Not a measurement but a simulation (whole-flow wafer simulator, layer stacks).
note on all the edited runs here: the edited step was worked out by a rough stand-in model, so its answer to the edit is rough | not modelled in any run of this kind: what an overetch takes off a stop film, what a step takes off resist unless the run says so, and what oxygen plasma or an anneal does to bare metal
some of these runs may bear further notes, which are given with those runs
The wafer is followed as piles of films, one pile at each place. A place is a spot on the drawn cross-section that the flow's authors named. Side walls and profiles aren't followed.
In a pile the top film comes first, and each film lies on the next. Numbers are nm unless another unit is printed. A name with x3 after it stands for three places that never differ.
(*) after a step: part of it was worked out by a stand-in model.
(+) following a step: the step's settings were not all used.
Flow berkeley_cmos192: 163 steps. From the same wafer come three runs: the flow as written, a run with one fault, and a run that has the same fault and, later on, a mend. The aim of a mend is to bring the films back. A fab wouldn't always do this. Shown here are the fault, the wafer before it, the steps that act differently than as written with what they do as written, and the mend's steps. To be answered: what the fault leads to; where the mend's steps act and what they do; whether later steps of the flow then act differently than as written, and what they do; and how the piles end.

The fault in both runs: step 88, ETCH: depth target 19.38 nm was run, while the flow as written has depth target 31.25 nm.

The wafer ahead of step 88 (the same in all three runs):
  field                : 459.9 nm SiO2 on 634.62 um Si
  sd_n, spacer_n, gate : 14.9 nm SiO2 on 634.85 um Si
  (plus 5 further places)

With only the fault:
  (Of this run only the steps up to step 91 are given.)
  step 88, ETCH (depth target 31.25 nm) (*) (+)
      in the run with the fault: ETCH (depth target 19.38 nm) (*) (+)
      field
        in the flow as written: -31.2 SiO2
        in the run with the fault: -19.4 SiO2
  Every later step of the flow up to step 91 that is run acts as written, at every place that is followed, to within 2% or 0.5 nm, whichever is larger.
  After step 91, at field, the piles differ from the flow's by more than 2% or 0.5 nm, whichever is larger.
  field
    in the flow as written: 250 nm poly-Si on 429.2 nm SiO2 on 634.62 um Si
    in the run with the fault: 250 nm poly-Si on 441 nm SiO2 on 634.62 um Si

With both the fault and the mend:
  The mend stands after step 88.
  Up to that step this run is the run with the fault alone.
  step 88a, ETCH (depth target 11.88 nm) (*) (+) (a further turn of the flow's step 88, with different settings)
      field
        -11.9 SiO2
  Every later step of the flow that is run acts as written, at every place that is followed, to within 2% or 0.5 nm, whichever is larger.
  The piles end the same as the flow's at every place that both follow.
